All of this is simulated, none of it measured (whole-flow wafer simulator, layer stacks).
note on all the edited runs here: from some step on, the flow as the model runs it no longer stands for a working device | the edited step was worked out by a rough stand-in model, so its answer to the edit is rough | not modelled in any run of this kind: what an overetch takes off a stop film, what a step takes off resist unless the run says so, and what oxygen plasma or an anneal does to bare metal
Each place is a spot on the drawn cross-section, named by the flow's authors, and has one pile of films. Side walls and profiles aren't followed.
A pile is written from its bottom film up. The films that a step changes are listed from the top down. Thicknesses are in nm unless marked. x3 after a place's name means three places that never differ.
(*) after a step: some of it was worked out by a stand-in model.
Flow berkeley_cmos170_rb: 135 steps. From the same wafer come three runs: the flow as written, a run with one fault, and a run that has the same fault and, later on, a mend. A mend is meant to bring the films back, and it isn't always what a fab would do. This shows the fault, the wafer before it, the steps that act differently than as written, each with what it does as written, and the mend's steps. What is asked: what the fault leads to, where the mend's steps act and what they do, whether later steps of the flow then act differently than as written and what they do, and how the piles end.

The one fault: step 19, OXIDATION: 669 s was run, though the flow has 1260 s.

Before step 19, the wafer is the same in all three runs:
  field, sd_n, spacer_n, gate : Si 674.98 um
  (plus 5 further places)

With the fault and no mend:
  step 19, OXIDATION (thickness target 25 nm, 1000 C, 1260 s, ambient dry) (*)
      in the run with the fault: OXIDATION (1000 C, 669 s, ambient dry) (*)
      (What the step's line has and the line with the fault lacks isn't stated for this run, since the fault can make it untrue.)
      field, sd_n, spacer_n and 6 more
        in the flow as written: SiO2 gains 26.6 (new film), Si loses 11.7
        in the run with the fault: SiO2 gains 19 (new film), Si loses 8.35
  Steps further on in the flow that do not act as written:
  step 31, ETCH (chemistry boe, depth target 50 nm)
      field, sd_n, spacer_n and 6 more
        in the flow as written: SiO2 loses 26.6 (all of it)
        in the run with the fault: SiO2 loses 19 (all of it)
  At the end the piles are close to the flow's at the places that both follow, differing by at most 2% or 0.5 nm, whichever is larger.

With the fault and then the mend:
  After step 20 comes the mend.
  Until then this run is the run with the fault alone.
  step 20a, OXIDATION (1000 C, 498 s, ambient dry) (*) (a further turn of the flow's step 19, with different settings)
      field, sd_n, spacer_n and 6 more
        SiO2 gains 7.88, Si loses 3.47
  Later steps of the flow that are run all act as written at every place that is followed, up to a difference of at most 2% or 0.5 nm, whichever is larger.
  At the end the piles are close to the flow's at the places that both follow, differing by at most 2% or 0.5 nm, whichever is larger.
